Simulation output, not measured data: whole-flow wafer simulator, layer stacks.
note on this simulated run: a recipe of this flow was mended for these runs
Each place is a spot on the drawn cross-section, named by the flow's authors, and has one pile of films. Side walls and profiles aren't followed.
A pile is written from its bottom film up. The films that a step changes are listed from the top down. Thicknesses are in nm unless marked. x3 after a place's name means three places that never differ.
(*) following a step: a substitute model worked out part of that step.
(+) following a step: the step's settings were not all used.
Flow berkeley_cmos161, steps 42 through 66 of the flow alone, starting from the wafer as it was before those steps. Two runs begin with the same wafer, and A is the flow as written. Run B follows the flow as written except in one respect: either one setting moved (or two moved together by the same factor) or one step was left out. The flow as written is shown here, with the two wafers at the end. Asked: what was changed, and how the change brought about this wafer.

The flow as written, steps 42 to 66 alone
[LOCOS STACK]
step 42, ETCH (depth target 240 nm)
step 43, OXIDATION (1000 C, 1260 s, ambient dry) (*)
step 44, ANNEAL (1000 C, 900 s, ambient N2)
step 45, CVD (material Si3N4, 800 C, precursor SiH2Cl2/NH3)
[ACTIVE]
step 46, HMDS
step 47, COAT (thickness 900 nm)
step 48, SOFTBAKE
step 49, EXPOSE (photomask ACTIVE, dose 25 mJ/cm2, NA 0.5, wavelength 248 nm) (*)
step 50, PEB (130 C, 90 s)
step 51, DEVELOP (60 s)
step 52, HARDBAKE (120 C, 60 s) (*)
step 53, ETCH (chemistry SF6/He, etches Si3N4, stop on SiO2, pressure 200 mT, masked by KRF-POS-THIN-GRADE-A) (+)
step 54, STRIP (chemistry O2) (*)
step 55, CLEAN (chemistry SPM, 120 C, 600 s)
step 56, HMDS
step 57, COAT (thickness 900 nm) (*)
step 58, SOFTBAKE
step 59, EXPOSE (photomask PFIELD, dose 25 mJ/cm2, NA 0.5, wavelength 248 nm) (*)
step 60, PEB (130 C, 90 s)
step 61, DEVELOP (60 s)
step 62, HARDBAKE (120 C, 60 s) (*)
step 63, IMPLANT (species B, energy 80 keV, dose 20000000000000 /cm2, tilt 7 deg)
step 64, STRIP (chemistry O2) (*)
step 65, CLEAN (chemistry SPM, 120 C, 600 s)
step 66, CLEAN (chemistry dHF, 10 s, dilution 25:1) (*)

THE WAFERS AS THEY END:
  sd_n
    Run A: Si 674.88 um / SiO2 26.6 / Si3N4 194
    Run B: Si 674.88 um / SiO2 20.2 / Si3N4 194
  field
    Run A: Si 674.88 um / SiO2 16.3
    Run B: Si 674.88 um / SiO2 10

Cause: step 43, OXIDATION: 756 s was run, whereas the flow has 1260 s.

The path from the change to this, step by step:
  step 43, OXIDATION (1000 C, 1260 s, ambient dry) (*)
      field, sd_n, spacer_n and 6 more: A SiO2 gains 26.6 (new film), Si loses 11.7 | B SiO2 gains 20.2 (new film), Si loses 8.91
